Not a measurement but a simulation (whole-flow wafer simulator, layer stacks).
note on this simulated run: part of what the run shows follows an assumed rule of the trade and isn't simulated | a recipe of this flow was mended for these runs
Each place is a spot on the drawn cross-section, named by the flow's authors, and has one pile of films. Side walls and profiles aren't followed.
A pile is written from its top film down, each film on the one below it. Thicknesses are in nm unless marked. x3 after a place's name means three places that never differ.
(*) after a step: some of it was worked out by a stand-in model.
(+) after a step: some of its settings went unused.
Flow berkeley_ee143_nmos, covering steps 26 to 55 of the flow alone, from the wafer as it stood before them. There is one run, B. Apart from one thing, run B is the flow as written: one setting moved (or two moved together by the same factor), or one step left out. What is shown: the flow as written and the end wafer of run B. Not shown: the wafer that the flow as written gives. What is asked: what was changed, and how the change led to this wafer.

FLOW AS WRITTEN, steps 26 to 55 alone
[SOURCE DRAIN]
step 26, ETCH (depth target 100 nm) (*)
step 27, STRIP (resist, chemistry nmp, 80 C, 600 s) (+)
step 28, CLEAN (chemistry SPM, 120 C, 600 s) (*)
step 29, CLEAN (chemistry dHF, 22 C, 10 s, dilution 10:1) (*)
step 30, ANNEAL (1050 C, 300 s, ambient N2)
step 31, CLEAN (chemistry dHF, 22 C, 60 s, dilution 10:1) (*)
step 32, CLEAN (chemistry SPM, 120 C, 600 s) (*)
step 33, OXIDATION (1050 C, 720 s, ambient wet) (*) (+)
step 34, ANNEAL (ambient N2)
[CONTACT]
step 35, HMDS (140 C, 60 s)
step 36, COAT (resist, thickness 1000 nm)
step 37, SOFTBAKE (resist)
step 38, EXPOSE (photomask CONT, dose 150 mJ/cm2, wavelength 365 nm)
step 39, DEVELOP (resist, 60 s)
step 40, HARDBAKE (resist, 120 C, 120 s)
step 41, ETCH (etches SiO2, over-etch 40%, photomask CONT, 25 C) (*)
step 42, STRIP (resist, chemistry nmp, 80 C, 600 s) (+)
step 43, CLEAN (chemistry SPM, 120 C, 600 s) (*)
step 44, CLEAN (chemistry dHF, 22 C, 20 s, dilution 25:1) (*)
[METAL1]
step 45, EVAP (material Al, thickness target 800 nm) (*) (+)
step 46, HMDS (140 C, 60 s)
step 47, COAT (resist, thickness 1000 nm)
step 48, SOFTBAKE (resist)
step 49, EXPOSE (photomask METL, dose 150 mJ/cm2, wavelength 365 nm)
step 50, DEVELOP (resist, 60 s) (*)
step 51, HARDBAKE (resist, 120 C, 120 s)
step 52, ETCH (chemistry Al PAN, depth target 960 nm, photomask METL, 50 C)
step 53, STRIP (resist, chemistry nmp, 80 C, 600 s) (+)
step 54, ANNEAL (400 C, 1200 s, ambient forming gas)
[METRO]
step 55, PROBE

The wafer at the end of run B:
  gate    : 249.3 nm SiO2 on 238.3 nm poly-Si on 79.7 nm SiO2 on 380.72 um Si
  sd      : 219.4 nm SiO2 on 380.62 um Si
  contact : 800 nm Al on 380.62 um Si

The reason: step 33, OXIDATION: 909 s was run, while the flow as written has 720 s.

How this came from the change, step by step:
  step 33, OXIDATION (1050 C, 720 s, ambient wet) (*) (+)
      sd, contact: SiO2 gains 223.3 (new film), chemical SiO2 loses 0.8 (all of it), Si loses 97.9 (in the flow as written it would be: SiO2 gains 189.4 (new film), chemical SiO2 loses 0.8 (all of it), Si loses 83)
      gate: SiO2 gains 253.1 (new film), chemical SiO2 loses 0.8 (all of it), poly-Si loses 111 (in the flow as written it would be: SiO2 gains 217.6 (new film), chemical SiO2 loses 0.8 (all of it), poly-Si loses 95.4)
      (and at 1 other place as well)
  step 41, ETCH (etches SiO2, over-etch 40%, photomask CONT, 25 C) (*)
      contact: SiO2 loses 223.3 (all of it) (in the flow as written it would be: SiO2 loses 189.4 (all of it))
